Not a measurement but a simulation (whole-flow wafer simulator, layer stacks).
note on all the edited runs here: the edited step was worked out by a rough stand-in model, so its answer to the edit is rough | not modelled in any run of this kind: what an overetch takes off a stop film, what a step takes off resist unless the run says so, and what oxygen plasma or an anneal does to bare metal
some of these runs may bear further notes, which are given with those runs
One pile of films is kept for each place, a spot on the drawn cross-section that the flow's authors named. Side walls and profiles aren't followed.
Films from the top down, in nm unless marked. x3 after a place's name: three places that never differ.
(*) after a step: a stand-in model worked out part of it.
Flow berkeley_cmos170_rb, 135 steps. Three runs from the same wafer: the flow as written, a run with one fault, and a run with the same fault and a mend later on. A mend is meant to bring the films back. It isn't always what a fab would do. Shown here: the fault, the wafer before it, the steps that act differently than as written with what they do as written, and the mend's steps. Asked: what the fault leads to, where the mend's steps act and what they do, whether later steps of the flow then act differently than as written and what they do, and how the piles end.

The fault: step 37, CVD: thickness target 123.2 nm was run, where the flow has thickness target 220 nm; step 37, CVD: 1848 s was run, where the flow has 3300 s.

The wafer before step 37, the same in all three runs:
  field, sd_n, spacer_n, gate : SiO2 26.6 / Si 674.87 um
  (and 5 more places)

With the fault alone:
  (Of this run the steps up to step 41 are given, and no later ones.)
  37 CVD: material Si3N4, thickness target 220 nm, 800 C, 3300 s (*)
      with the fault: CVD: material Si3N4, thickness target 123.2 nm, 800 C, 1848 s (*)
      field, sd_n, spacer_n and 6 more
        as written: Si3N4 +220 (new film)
        with the fault: Si3N4 +123.2 (new film)
  No later step of the flow up to step 41 acts differently than as written at any place that is followed.
  After step 41 the piles differ from the flow's by more than 2% or 0.5 nm, whichever is larger, at field, sd_n, spacer_n and 6 more.
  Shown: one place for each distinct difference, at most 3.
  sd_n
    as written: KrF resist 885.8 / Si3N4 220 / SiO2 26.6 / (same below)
    with the fault: KrF resist 885.8 / Si3N4 123.2 / SiO2 26.6 / (same below)
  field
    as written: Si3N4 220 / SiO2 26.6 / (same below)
    with the fault: Si3N4 123.2 / SiO2 26.6 / (same below)

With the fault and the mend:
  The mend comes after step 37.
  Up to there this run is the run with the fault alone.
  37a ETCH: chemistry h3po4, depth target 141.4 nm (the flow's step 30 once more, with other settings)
      field, sd_n, spacer_n and 6 more
        Si3N4 -123.2 (all of it)
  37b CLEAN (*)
      changes no film at any place that is followed
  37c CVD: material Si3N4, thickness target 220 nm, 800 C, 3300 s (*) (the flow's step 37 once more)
      field, sd_n, spacer_n and 6 more
        Si3N4 +220 (new film)
  No later step of the flow acts differently than as written at any place that is followed.
  At the end the piles are the same as the flow's at every place that both follow.
